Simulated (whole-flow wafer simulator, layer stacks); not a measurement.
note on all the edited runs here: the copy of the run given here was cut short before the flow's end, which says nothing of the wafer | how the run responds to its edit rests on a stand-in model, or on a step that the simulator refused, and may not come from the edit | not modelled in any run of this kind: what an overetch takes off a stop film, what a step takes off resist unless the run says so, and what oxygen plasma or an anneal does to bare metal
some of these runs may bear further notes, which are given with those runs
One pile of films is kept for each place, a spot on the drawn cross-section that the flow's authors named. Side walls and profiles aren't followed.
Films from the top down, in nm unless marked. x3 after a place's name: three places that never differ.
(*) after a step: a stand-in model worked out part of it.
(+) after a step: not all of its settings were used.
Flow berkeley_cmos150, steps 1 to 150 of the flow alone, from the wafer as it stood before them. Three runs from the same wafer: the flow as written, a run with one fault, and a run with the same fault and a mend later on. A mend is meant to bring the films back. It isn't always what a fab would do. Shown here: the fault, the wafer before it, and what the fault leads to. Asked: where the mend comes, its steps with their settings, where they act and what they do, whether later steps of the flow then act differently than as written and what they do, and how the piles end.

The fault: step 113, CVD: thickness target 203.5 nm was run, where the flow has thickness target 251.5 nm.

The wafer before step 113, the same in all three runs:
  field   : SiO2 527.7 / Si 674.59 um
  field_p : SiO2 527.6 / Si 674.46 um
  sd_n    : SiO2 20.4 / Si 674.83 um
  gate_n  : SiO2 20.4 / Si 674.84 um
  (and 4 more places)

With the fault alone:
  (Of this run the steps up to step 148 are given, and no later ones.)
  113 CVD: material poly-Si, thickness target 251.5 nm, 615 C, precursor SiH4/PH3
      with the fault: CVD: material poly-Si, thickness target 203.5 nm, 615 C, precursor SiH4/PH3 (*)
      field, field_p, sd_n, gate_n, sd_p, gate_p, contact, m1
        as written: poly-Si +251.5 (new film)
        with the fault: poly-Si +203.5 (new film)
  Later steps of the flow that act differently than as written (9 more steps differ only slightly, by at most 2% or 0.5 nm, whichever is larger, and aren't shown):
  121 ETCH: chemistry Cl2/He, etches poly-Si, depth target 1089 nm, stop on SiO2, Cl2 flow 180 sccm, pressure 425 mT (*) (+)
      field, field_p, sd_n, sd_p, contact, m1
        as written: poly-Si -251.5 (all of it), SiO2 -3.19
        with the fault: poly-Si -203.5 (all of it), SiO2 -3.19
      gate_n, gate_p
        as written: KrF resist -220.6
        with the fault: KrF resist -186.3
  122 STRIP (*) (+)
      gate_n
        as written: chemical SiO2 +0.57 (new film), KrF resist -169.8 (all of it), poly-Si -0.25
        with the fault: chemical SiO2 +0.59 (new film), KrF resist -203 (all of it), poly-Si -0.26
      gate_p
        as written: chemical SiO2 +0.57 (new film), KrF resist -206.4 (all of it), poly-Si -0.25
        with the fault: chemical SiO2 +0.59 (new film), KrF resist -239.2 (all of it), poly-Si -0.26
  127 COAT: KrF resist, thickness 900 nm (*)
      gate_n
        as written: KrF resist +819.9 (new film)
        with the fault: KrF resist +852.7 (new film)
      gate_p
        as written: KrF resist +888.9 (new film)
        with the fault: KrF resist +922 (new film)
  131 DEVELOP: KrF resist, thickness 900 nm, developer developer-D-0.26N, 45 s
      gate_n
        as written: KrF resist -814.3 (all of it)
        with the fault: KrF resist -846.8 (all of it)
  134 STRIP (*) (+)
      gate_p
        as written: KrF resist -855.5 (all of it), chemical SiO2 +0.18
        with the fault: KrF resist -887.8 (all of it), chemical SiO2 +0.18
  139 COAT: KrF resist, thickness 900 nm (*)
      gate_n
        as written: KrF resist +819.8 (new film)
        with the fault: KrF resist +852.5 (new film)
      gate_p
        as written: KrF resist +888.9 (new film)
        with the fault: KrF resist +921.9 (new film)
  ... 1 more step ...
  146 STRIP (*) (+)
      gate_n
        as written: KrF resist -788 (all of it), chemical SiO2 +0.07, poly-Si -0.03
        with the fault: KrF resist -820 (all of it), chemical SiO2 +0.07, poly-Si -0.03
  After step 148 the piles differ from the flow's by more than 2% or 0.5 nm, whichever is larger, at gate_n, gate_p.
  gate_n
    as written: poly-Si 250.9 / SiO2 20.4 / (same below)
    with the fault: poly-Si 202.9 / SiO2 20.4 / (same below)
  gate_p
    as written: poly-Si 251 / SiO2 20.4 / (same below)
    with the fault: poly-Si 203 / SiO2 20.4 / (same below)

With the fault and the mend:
  The mend comes after step 113.
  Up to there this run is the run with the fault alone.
  113a CVD: material poly-Si, thickness target 48.04 nm, 615 C, precursor SiH4/PH3 (*) (the flow's step 113 once more, with other settings)
      field, field_p, sd_n, gate_n, sd_p, gate_p, contact, m1
        poly-Si +48
  No later step of the flow acts differently than as written, at any place that is followed, by more than 2% or 0.5 nm, whichever is larger.
  At the end the piles differ from the flow's only slightly at the places that both follow, by at most 2% or 0.5 nm, whichever is larger.
